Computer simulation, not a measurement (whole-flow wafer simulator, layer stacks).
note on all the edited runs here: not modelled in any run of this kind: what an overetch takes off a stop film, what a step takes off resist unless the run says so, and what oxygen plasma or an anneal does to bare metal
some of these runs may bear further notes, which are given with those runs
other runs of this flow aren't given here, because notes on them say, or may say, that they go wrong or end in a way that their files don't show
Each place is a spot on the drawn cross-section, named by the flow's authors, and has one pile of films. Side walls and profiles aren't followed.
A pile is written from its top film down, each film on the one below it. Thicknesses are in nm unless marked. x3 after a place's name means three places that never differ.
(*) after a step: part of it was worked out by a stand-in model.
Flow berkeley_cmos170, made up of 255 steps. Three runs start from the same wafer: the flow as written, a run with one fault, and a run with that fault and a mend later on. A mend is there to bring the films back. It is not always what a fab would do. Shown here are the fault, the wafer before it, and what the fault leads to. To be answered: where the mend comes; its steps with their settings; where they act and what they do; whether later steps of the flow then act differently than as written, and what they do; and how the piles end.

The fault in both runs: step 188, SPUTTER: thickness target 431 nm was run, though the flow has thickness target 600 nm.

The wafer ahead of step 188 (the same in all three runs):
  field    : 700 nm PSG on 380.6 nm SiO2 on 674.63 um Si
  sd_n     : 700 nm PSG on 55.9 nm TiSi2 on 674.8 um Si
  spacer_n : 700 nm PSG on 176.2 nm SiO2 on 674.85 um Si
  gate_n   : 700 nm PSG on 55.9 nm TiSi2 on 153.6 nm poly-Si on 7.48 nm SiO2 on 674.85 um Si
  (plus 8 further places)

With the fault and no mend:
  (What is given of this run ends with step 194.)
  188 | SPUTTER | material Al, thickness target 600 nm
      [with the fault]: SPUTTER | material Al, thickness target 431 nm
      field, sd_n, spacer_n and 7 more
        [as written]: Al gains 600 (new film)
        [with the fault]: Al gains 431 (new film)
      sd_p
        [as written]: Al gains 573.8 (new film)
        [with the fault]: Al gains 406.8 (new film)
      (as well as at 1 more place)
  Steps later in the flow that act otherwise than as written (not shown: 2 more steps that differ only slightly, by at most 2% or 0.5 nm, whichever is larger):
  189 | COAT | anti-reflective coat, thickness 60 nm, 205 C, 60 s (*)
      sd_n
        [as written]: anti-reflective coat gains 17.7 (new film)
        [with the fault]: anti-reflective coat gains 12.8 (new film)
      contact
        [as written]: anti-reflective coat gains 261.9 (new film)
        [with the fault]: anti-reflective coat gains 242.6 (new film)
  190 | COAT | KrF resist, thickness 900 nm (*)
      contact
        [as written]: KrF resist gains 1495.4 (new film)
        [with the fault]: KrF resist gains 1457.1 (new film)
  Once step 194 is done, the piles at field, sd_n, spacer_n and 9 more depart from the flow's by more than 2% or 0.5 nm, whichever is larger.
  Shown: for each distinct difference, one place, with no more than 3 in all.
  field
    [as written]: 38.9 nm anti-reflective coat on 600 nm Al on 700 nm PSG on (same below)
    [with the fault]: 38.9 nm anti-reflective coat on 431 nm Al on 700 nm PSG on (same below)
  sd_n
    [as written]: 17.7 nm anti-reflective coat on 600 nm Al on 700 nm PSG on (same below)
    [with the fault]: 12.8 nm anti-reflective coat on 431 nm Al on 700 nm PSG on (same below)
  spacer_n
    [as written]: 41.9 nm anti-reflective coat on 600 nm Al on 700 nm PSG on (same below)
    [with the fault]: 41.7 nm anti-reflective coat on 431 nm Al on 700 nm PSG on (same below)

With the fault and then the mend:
  The mend stands after step 188.
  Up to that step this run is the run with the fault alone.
  188a | ETCH | chemistry al pan, depth target 495.4 nm
      field, sd_n, spacer_n and 7 more
        Al loses 431 (all of it)
      sd_p
        Al loses 406.8 (all of it)
      contact
        Al loses 302.3 (all of it)
  188b | SPUTTER | material Al, thickness target 600 nm (the flow's step 188, run once more)
      field, sd_n, spacer_n and 7 more
        Al gains 600 (new film)
      sd_p
        Al gains 573.8 (new film)
      contact
        Al gains 415.7 (new film)
  None of the later steps of the flow acts differently than as written at any place that is followed.
  At every place that both follow, the piles at the end match the flow's.
